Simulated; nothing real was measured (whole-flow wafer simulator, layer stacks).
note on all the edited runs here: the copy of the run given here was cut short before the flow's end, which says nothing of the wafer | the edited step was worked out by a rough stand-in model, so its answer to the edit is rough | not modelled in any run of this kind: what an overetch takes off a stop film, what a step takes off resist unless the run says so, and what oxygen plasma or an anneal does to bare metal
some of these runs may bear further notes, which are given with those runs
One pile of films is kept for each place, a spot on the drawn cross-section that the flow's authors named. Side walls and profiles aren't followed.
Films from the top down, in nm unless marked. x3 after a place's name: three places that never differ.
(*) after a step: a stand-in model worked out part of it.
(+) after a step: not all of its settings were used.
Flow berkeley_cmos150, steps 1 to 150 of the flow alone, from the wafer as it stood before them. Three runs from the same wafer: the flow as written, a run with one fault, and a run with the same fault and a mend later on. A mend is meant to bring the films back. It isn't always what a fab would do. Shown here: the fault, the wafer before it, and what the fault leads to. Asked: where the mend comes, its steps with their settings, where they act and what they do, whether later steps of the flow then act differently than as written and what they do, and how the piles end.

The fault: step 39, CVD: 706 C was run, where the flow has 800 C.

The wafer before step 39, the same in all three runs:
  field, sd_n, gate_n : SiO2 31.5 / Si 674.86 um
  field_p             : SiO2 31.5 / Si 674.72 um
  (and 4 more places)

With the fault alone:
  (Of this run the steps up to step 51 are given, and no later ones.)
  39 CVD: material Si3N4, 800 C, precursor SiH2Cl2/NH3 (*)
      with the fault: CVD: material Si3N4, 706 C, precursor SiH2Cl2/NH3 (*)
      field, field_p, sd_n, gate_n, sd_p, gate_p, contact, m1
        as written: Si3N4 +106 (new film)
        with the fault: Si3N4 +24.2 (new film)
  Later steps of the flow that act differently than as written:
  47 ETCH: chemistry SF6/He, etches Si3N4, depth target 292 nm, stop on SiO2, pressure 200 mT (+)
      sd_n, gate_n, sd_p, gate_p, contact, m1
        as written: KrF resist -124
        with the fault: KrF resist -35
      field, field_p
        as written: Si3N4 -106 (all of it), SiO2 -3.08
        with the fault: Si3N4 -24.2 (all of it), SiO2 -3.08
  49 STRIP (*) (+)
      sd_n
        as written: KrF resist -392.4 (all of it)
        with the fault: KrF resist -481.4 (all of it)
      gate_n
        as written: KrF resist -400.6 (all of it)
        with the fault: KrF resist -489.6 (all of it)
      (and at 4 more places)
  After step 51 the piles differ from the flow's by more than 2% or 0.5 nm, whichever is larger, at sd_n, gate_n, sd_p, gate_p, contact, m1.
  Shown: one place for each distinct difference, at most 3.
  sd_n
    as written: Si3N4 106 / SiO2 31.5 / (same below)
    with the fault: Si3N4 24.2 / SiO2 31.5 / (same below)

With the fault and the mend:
  The mend comes after step 39.
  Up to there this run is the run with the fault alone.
  39a CVD: material Si3N4, 800 C, precursor SiH2Cl2/NH3 (*) (the flow's step 39 once more, with other settings that aren't printed)
      field, field_p, sd_n, gate_n, sd_p, gate_p, contact, m1
        Si3N4 +81.9
  No later step of the flow acts differently than as written, at any place that is followed, by more than 2% or 0.5 nm, whichever is larger.
  At the end the piles are the same as the flow's at every place that both follow.
